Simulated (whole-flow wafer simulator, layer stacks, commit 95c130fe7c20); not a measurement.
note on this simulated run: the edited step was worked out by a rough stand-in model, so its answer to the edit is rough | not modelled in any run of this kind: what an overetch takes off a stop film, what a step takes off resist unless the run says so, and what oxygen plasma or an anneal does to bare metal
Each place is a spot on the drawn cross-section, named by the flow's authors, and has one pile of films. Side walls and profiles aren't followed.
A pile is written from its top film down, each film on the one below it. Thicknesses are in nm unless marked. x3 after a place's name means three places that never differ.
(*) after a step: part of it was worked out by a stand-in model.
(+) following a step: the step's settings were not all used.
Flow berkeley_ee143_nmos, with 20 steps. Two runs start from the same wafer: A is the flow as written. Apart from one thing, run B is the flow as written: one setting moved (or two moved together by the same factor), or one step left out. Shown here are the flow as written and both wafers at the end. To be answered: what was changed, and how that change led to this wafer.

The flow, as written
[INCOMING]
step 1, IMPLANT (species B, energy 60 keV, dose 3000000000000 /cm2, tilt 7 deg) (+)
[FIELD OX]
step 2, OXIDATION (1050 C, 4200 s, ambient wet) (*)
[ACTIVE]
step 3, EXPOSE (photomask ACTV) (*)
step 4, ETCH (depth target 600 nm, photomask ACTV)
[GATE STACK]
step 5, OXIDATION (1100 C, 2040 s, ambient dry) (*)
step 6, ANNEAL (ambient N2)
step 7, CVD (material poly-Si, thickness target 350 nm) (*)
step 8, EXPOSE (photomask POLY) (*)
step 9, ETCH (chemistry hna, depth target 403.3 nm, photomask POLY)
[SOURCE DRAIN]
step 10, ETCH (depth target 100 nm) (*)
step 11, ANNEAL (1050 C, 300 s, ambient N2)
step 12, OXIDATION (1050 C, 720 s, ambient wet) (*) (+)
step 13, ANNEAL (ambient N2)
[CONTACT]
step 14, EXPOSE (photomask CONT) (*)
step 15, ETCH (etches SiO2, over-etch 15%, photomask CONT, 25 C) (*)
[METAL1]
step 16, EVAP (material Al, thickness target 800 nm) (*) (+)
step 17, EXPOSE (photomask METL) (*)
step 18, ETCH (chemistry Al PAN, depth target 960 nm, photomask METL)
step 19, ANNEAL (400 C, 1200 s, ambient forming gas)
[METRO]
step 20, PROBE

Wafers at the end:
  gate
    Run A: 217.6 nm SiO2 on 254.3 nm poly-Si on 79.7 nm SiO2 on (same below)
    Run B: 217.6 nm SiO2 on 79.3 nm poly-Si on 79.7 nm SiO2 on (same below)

Cause: step 7, CVD: thickness target 175 nm was run, though the flow has thickness target 350 nm.

Step by step, how the change led to this:
  step 7, CVD (material poly-Si, thickness target 350 nm) (*)
      gate, sd, contact, field: A +350 poly-Si (new film) | B +175 poly-Si (new film)
  step 9, ETCH (chemistry hna, depth target 403.3 nm, photomask POLY)
      sd, contact, field: A -350 poly-Si (all of it) | B -175 poly-Si (all of it)
